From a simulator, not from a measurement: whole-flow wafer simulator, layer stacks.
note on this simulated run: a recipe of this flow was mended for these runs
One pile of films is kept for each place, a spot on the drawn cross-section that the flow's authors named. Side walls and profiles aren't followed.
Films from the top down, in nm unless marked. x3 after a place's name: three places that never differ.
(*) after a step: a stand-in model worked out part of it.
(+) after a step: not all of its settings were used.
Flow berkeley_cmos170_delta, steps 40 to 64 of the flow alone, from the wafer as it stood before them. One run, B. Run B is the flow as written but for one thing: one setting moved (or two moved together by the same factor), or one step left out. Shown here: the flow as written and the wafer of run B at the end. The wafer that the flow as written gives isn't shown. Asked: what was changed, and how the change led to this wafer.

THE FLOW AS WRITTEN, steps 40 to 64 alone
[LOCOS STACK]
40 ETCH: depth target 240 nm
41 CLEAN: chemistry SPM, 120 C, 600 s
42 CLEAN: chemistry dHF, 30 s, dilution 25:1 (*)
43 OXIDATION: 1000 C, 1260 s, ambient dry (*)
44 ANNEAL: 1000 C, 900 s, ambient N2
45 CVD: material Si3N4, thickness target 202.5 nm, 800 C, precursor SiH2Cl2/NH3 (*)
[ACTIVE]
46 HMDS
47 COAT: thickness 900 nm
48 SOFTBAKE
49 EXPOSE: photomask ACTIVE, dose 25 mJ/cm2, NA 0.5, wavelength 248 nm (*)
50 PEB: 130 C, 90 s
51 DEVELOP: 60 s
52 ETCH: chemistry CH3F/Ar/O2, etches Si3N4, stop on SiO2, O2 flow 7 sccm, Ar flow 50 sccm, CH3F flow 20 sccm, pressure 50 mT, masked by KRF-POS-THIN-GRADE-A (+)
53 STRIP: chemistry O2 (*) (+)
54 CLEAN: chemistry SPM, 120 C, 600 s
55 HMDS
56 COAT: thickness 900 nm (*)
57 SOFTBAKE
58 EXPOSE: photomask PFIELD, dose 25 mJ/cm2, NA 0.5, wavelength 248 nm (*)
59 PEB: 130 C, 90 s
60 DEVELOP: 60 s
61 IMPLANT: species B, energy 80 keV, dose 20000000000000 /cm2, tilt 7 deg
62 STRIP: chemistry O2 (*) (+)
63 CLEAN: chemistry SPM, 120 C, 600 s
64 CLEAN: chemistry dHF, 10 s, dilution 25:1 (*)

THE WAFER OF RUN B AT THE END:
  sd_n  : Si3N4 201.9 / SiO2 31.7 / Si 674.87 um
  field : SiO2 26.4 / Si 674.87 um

The cause: step 43, OXIDATION: 1748 s was run, where the flow has 1260 s.

How the change led to this, step by step:
  43 OXIDATION: 1000 C, 1260 s, ambient dry (*)
      field, sd_n, spacer_n and 6 more: SiO2 +31.7 (new film), Si -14 (as written it would be: SiO2 +26.6 (new film), Si -11.7)
